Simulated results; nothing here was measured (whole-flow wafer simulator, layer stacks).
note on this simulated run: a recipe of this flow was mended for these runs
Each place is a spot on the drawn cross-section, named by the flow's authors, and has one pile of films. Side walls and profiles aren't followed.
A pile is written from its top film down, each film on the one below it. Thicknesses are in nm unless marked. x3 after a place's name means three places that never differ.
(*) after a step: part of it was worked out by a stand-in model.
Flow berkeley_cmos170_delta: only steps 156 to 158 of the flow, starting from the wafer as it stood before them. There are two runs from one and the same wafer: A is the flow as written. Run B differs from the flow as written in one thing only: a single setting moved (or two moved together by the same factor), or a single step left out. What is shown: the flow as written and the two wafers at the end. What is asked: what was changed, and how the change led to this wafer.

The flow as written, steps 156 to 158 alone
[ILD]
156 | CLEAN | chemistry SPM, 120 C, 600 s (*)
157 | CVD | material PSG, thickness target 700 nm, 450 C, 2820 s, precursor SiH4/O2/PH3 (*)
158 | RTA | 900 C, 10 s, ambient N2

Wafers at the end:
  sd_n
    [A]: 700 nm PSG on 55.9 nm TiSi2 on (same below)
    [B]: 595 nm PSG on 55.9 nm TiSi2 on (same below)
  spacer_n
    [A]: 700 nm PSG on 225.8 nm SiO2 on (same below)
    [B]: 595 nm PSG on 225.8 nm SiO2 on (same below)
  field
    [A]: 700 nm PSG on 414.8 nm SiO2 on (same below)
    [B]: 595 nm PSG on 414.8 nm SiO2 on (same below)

Cause: step 157, CVD: thickness target 595 nm was run, whereas the flow has thickness target 700 nm; step 157, CVD: 2397 s was run, where the flow has 2820 s.
The wafer itself shows it: sd_n has PSG 595, and step 157 as written asks for 700 nm.

How this came from the change, step by step:
  157 | CVD | material PSG, thickness target 700 nm, 450 C, 2820 s, precursor SiH4/O2/PH3 (*)
      field, sd_n, spacer_n, gate, spacer_p, gate_p, contact x2: A +700 PSG (new film) | B +595 PSG (new film)
      sd_p: A +659.7 PSG (new film) | B +562.4 PSG (new film)
